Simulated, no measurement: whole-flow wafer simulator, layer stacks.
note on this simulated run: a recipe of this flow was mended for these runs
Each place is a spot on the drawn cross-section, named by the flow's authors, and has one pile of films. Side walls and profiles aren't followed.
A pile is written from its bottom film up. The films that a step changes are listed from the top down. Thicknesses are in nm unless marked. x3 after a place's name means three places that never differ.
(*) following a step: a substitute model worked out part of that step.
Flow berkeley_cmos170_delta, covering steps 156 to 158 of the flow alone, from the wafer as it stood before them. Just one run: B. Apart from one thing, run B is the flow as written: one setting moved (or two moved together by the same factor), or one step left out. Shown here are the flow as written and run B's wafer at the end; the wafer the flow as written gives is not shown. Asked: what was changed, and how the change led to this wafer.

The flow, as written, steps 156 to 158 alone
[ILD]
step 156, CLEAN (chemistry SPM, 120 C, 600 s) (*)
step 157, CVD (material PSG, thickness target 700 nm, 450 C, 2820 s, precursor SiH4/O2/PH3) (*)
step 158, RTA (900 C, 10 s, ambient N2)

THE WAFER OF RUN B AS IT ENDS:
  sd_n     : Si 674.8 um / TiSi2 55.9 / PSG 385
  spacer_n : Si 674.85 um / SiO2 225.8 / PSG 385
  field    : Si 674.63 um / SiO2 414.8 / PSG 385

The reason: step 157, CVD: thickness target 385 nm was run, though the flow has thickness target 700 nm; step 157, CVD: 1551 s was run, where the flow has 2820 s.
The wafer lets one read it off: sd_n has PSG 385, and step 157 as written asks for 700 nm.

Step by step, how the change led to this:
  step 157, CVD (material PSG, thickness target 700 nm, 450 C, 2820 s, precursor SiH4/O2/PH3) (*)
      field, sd_n, spacer_n, gate, spacer_p, gate_p, contact x2: +385 PSG (new film) (in the flow as written it would be: +700 PSG (new film))
      sd_p: +366 PSG (new film) (in the flow as written it would be: +659.7 PSG (new film))
